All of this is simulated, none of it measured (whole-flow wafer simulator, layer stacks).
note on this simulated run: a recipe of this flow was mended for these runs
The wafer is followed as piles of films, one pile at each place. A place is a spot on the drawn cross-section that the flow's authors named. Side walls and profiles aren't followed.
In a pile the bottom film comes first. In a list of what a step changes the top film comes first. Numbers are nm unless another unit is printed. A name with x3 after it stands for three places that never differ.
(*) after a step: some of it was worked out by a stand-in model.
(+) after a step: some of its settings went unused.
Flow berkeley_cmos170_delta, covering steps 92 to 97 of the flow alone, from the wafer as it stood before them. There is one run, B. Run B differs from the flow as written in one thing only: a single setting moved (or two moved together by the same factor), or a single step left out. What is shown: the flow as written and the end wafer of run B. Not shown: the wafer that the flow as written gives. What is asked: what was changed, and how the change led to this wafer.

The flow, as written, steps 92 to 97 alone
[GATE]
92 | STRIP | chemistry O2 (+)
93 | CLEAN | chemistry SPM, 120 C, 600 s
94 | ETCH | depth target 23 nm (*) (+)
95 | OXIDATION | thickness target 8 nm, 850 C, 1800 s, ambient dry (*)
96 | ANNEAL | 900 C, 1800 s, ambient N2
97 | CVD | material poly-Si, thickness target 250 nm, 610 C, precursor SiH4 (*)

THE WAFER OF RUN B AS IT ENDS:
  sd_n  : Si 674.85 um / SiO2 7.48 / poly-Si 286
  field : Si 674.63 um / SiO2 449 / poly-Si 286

The reason: step 97, CVD: thickness target 286 nm was run, whereas the flow has thickness target 250 nm.
One can read it off the wafer: sd_n has poly-Si 286, and step 97 as written asks for 250 nm.

The path from the change to this, step by step:
  97 | CVD | material poly-Si, thickness target 250 nm, 610 C, precursor SiH4 (*)
      field, sd_n, spacer_n, gate, sd_p, spacer_p x2, contact, m1: +286 poly-Si (new film) (in the flow as written it would be: +250 poly-Si (new film))
